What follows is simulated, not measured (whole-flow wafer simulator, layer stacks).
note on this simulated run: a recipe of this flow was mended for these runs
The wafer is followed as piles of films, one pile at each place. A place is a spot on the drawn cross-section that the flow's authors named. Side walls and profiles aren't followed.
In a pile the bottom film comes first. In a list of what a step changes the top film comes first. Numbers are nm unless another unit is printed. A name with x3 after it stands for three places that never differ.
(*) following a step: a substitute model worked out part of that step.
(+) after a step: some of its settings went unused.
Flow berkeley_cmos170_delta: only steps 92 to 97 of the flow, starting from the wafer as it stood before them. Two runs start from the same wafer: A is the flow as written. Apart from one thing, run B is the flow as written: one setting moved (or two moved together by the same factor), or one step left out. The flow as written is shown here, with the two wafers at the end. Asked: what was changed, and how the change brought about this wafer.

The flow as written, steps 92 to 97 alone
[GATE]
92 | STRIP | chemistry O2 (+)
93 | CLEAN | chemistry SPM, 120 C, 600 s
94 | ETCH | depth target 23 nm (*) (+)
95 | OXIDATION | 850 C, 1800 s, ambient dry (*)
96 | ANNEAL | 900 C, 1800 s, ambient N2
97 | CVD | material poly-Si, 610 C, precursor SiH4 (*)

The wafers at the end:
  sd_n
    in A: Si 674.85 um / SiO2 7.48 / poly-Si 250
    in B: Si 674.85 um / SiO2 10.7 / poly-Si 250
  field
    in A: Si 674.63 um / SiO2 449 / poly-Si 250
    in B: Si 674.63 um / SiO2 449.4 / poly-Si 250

The reason: step 95, OXIDATION: 885 C was run, whereas the flow has 850 C.

The path from the change to this, step by step:
  95 | OXIDATION | 850 C, 1800 s, ambient dry (*)
      sd_n, spacer_n, gate, sd_p, spacer_p x2, contact, m1: A SiO2 gains 7.48 (new film), Si loses 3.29 | B SiO2 gains 10.7 (new film), Si loses 4.72
